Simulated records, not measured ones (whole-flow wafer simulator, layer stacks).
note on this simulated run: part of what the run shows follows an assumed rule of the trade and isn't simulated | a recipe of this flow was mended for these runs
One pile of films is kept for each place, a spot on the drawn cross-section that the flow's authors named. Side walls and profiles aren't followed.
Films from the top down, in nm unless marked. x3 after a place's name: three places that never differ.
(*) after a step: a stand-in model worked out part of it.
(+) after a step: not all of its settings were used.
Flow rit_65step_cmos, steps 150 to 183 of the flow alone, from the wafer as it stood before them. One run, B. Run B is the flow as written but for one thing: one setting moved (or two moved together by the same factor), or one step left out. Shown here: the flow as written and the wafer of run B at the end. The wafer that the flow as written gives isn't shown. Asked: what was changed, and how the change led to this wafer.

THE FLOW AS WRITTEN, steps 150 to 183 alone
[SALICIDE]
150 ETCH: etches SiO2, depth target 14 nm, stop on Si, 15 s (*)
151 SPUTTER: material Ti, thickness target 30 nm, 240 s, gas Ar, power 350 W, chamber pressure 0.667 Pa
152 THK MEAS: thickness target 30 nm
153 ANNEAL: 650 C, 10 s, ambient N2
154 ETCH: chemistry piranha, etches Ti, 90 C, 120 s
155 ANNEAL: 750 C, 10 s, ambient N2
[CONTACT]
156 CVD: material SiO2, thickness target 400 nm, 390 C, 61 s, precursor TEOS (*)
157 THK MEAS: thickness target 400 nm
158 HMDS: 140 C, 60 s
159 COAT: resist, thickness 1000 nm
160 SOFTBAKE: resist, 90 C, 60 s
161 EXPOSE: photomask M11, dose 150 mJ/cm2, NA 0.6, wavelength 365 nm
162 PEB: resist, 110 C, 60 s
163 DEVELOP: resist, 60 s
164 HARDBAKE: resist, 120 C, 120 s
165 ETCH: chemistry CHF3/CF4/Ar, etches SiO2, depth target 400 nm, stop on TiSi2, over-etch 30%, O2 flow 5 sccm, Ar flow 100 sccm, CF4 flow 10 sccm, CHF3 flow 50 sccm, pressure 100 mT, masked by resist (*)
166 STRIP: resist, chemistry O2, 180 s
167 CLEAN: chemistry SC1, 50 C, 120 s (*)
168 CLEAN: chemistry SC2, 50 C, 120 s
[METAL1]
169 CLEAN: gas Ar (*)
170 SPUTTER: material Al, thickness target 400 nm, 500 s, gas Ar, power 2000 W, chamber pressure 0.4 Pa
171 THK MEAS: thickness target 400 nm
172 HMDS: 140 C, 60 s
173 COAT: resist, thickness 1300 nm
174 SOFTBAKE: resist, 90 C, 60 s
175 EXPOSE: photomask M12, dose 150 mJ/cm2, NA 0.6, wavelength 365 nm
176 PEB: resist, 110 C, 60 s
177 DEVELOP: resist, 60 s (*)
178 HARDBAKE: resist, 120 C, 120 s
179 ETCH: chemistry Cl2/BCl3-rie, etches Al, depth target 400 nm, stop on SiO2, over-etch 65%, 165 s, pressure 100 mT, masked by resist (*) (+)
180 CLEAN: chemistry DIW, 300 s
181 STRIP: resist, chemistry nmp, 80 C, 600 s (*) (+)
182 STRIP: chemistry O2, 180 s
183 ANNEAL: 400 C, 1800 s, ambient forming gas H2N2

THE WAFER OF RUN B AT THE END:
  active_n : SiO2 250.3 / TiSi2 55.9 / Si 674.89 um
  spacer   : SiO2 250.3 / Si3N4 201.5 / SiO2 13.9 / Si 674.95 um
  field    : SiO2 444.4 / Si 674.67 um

The cause: step 156, CVD: thickness target 290 nm was run, where the flow has thickness target 400 nm; step 156, CVD: 44 s was run, where the flow has 61 s.

How the change led to this, step by step:
  156 CVD: material SiO2, thickness target 400 nm, 390 C, 61 s, precursor TEOS (*)
      active_n, active_p, gate_n and 7 more: SiO2 +290 (new film) (as written it would be: SiO2 +400 (new film))
      field, field_pw, field_nw, field_p: SiO2 +290 (as written it would be: SiO2 +400)
  165 ETCH: chemistry CHF3/CF4/Ar, etches SiO2, depth target 400 nm, stop on TiSi2, over-etch 30%, O2 flow 5 sccm, Ar flow 100 sccm, CF4 flow 10 sccm, CHF3 flow 50 sccm, pressure 100 mT, masked by resist (*)
      field, field_pw, field_nw and 10 more: resist -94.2 (as written it would be: resist -130)
      contact: SiO2 -290 (all of it), TiSi2 -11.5 (as written it would be: SiO2 -400 (all of it), TiSi2 -6)
  166 STRIP: resist, chemistry O2, 180 s
      active_n, active_p: resist -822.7 (all of it) (as written it would be: resist -787.7 (all of it))
      field: resist -882.2 (all of it) (as written it would be: resist -847 (all of it))
      (and at 10 more places)
  170 SPUTTER: material Al, thickness target 400 nm, 500 s, gas Ar, power 2000 W, chamber pressure 0.4 Pa
      contact: Al +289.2 (new film) (as written it would be: Al +255.4 (new film))
  173 COAT: resist, thickness 1300 nm
      contact: resist +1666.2 (new film) (as written it would be: resist +1785.1 (new film))
  176 PEB: resist, 110 C, 60 s
      contact: resist -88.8 (as written it would be: resist -95.5)
  178 HARDBAKE: resist, 120 C, 120 s
      contact: resist -57.5 (as written it would be: resist -62.1)
  181 STRIP: resist, chemistry nmp, 80 C, 600 s (*) (+)
      contact: resist -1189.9 (all of it) (as written it would be: resist -1297.5 (all of it))
